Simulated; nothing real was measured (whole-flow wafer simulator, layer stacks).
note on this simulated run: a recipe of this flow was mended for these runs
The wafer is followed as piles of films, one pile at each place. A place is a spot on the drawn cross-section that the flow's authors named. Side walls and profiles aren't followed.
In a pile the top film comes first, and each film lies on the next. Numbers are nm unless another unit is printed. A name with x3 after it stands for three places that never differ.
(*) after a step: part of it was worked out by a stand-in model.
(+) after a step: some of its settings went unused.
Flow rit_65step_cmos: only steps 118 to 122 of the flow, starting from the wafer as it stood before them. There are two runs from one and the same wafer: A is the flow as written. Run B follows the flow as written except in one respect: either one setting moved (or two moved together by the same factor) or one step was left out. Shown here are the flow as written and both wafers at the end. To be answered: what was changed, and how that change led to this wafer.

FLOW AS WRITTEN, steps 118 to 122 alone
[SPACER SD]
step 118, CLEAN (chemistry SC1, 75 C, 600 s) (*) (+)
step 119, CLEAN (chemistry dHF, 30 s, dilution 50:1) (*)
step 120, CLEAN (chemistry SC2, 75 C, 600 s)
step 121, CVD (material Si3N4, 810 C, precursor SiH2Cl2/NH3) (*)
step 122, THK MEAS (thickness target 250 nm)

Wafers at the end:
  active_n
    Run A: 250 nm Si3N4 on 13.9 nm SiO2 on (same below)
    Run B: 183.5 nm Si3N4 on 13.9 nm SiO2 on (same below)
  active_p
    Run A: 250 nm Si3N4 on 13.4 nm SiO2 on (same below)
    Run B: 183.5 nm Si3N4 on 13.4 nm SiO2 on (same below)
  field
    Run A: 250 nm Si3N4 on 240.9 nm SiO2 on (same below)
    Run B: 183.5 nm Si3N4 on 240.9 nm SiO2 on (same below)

The reason: step 121, CVD: 787 C was run, while the flow as written has 810 C.

How this came from the change, step by step:
  step 121, CVD (material Si3N4, 810 C, precursor SiH2Cl2/NH3) (*)
      field, field_pw, field_nw and 11 more: A Si3N4 gains 250 (new film) | B Si3N4 gains 183.5 (new film)
